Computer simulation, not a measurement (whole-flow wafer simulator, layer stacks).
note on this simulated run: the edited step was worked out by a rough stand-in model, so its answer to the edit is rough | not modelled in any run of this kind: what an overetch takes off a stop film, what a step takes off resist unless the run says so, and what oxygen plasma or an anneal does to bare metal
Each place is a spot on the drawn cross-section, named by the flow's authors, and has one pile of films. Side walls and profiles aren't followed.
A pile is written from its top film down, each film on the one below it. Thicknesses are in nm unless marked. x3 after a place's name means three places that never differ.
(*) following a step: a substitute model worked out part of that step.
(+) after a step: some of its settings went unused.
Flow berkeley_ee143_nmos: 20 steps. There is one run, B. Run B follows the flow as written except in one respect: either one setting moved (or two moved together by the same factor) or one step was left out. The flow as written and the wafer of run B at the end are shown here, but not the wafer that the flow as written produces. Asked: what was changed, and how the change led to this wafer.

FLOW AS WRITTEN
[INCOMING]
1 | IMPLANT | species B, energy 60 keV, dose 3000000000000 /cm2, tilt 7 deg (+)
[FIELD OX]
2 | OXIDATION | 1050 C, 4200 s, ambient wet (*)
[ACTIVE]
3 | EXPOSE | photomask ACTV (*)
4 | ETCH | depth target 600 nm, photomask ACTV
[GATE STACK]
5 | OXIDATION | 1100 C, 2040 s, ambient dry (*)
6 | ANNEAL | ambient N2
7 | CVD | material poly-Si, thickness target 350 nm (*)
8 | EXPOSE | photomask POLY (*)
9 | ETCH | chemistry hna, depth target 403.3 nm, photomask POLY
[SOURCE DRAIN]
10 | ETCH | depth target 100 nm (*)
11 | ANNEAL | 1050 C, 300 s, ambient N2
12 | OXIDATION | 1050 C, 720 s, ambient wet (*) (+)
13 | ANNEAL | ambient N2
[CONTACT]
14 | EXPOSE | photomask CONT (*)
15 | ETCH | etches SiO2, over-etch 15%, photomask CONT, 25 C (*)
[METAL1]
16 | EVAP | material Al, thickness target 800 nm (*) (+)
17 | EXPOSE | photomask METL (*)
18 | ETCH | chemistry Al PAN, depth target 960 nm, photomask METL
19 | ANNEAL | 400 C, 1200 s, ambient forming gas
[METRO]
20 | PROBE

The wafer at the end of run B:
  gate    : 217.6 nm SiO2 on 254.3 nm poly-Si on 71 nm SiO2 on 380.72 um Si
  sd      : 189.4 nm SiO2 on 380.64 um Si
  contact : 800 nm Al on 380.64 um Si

What caused this: step 5, OXIDATION: 1683 s was run, though the flow has 2040 s.

Step by step, how the change led to this:
  5 | OXIDATION | 1100 C, 2040 s, ambient dry (*)
      gate, sd, contact: +71 SiO2 (new film), -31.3 Si (in the flow as written it would be: +79.7 SiO2 (new film), -35.1 Si)
      field: +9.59 SiO2, -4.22 Si (in the flow as written it would be: +11.6 SiO2, -5.1 Si)
  10 | ETCH | depth target 100 nm (*)
      sd, contact: -71 SiO2 (all of it) (in the flow as written it would be: -79.7 SiO2 (all of it))
